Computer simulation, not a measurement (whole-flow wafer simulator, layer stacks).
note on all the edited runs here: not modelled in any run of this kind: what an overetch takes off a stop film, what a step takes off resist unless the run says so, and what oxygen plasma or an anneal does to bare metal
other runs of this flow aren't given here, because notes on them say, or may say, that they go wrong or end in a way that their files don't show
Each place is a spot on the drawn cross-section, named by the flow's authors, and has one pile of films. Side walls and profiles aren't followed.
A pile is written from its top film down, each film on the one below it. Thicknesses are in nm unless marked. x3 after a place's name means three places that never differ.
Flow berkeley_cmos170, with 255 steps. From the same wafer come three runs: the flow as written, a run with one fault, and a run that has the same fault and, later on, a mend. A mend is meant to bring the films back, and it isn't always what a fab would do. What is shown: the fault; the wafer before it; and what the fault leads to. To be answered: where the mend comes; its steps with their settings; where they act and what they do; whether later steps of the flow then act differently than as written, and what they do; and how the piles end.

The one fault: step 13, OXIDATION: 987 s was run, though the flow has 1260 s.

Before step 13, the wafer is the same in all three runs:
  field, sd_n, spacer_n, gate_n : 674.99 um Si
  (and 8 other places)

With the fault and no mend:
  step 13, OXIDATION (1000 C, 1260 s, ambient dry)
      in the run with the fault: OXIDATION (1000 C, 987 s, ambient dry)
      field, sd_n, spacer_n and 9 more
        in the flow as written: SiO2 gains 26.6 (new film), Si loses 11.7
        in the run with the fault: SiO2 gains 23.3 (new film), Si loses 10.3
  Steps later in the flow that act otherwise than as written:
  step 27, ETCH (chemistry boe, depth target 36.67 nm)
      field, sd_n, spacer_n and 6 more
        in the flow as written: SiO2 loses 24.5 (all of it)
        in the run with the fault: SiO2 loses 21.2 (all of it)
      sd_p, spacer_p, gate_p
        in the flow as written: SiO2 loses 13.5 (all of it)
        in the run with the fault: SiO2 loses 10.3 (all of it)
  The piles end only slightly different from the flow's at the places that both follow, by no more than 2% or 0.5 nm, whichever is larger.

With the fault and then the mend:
  The mend stands after step 14.
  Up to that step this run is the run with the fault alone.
  step 14a, OXIDATION (1000 C, 216 s, ambient dry) (the flow's step 13, run once more with other settings)
      field, sd_n, spacer_n and 9 more
        SiO2 gains 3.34, Si loses 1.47
  Later steps of the flow that are run all act as written at every place that is followed, up to a difference of at most 2% or 0.5 nm, whichever is larger.
  The piles end only slightly different from the flow's at the places that both follow, by no more than 2% or 0.5 nm, whichever is larger.
